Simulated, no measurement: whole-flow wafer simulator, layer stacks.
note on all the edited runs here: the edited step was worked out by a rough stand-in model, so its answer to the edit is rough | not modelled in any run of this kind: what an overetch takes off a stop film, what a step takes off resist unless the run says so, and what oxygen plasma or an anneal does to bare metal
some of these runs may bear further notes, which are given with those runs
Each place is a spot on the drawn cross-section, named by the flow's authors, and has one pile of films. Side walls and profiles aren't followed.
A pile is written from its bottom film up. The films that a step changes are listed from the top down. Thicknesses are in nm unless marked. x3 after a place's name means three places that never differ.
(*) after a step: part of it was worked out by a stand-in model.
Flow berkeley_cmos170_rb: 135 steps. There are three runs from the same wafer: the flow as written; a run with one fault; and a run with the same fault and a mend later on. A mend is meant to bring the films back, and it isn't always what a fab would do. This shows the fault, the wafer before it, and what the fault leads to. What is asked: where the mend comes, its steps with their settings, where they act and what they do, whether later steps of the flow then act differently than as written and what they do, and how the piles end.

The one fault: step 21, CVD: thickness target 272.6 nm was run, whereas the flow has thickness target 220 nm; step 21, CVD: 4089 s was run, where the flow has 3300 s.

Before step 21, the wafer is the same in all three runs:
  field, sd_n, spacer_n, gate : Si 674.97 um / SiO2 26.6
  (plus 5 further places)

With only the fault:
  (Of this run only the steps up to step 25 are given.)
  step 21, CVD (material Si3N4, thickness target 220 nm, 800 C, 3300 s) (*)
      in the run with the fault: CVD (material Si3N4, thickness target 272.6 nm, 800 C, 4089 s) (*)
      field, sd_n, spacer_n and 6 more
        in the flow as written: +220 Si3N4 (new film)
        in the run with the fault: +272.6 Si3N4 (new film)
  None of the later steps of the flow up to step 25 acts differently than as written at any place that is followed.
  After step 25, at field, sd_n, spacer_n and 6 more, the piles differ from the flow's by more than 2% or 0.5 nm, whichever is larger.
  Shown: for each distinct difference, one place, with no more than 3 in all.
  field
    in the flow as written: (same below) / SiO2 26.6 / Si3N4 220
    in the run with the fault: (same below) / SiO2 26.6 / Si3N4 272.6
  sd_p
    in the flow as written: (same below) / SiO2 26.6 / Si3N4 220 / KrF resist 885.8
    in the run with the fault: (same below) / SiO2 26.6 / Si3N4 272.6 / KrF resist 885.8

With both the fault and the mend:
  The mend stands after step 21.
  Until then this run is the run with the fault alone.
  step 21a, ETCH (chemistry h3po4, depth target 52.6 nm) (a further turn of the flow's step 16, with different settings)
      field, sd_n, spacer_n and 6 more
        -52.6 Si3N4
  None of the later steps of the flow acts differently than as written at any place that is followed.
  By the end, the piles equal the flow's at every place that both follow.
